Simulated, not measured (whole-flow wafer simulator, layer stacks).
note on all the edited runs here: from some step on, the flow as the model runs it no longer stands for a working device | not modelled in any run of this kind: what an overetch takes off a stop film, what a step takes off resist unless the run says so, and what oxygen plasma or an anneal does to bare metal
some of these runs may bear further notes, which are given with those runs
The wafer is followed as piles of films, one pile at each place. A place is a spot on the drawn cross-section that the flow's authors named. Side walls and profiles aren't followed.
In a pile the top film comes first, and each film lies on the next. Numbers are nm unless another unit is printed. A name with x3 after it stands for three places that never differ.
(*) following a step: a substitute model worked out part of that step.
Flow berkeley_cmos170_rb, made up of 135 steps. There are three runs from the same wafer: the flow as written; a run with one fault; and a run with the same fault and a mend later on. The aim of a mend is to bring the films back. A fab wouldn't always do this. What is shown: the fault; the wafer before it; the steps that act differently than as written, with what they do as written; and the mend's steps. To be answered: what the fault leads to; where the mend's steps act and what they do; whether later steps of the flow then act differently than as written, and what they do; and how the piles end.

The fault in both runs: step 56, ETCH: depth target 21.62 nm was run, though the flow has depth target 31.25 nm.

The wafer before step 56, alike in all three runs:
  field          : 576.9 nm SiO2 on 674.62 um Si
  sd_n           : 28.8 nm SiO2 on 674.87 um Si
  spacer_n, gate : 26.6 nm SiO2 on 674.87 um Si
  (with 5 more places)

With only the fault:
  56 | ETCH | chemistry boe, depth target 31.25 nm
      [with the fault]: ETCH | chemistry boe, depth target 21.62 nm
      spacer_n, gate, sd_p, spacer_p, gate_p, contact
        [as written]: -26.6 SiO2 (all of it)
        [with the fault]: -21.6 SiO2
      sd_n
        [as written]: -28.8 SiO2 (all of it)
        [with the fault]: -21.6 SiO2
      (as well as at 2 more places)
  Later steps of the flow acting differently than as written (31 other steps are not shown; they differ only slightly, by no more than 2% or 0.5 nm, whichever is larger):
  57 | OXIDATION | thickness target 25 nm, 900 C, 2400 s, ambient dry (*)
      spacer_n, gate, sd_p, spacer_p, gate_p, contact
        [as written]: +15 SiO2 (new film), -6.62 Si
        [with the fault]: +13 SiO2, -5.74 Si
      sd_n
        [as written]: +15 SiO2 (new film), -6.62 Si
        [with the fault]: +12.7 SiO2, -5.57 Si
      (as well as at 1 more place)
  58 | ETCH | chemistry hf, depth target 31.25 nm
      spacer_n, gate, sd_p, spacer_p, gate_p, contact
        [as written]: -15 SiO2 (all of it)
        [with the fault]: -18 SiO2 (all of it)
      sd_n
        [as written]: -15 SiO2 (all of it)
        [with the fault]: -19.8 SiO2 (all of it)
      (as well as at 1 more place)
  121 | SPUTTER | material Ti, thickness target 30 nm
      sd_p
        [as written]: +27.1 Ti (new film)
        [with the fault]: +25.1 Ti (new film)
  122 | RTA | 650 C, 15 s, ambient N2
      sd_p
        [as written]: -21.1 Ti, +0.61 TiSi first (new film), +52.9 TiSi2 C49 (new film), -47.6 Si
        [with the fault]: -19.6 Ti, +49.8 TiSi2 C49 (new film), -44.4 Si
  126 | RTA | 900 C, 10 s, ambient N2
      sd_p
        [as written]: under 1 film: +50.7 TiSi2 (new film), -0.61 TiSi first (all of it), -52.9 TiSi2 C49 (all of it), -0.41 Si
        [with the fault]: under 1 film: +46.9 TiSi2 (new film), -49.8 TiSi2 C49 (all of it)
  At sd_p, the piles at the end differ from the flow's by more than 2% or 0.5 nm, whichever is larger.
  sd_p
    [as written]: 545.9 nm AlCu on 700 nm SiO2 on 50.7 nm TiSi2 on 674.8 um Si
    [with the fault]: 541.8 nm AlCu on 700 nm SiO2 on 46.9 nm TiSi2 on 674.81 um Si

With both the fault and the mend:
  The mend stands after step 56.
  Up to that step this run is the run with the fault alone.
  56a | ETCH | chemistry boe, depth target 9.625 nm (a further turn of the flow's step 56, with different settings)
      spacer_n, spacer_p, gate_p, contact
        -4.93 SiO2 (all of it)
      gate, sd_p
        -5.01 SiO2 (all of it)
      field
        -9.62 SiO2
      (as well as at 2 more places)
  Every later step of the flow that is run acts as written, at every place that is followed, to within 2% or 0.5 nm, whichever is larger.
  At every place that both follow, the piles at the end match the flow's.
